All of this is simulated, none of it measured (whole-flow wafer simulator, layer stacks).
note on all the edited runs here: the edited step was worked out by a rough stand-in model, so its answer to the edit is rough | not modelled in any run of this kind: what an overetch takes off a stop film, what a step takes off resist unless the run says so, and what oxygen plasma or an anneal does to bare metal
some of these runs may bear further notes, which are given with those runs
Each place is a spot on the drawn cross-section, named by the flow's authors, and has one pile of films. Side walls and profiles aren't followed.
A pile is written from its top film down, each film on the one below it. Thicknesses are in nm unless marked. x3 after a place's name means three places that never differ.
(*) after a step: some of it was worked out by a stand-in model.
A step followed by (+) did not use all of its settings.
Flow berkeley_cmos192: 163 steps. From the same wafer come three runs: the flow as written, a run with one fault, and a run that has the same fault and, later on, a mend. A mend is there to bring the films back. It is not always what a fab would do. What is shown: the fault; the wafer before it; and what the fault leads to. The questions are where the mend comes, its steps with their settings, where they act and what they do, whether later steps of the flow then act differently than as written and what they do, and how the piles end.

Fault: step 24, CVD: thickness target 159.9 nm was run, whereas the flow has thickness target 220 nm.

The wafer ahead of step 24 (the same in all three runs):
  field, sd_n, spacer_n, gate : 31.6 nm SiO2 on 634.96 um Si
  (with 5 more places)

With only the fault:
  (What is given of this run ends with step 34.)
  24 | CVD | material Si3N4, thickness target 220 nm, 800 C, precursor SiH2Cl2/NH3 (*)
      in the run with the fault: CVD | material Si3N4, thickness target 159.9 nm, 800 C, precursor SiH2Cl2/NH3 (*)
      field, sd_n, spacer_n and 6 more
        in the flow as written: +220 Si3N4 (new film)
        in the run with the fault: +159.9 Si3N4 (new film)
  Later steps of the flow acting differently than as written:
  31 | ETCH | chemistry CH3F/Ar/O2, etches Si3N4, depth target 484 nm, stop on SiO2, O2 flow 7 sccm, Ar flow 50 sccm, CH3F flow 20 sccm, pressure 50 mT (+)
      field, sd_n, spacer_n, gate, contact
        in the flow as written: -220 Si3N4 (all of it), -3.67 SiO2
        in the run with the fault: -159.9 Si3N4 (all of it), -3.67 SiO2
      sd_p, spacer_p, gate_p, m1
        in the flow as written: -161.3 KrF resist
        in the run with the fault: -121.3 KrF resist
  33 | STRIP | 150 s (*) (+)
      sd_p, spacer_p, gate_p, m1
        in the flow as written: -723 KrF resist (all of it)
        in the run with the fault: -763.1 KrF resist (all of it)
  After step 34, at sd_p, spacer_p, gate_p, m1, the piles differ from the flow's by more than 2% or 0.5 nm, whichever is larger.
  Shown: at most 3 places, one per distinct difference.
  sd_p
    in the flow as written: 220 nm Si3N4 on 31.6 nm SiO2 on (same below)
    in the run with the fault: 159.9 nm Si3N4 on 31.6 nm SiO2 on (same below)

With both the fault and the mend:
  The mend follows step 24.
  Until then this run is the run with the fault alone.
  24a | ETCH | chemistry h3po4, depth target 183.9 nm
      field, sd_n, spacer_n and 6 more
        -159.9 Si3N4 (all of it)
  24b | CLEAN | chemistry SPM (the flow's step 17, run once more)
      leaves every film unchanged at each place that is followed
  24c | CVD | material Si3N4, thickness target 220 nm, 800 C, precursor SiH2Cl2/NH3 (*) (the flow's step 24, run once more)
      field, sd_n, spacer_n and 6 more
        +220 Si3N4 (new film)
  None of the later steps of the flow acts differently than as written at any place that is followed.
  At every place that both follow, the piles at the end match the flow's.
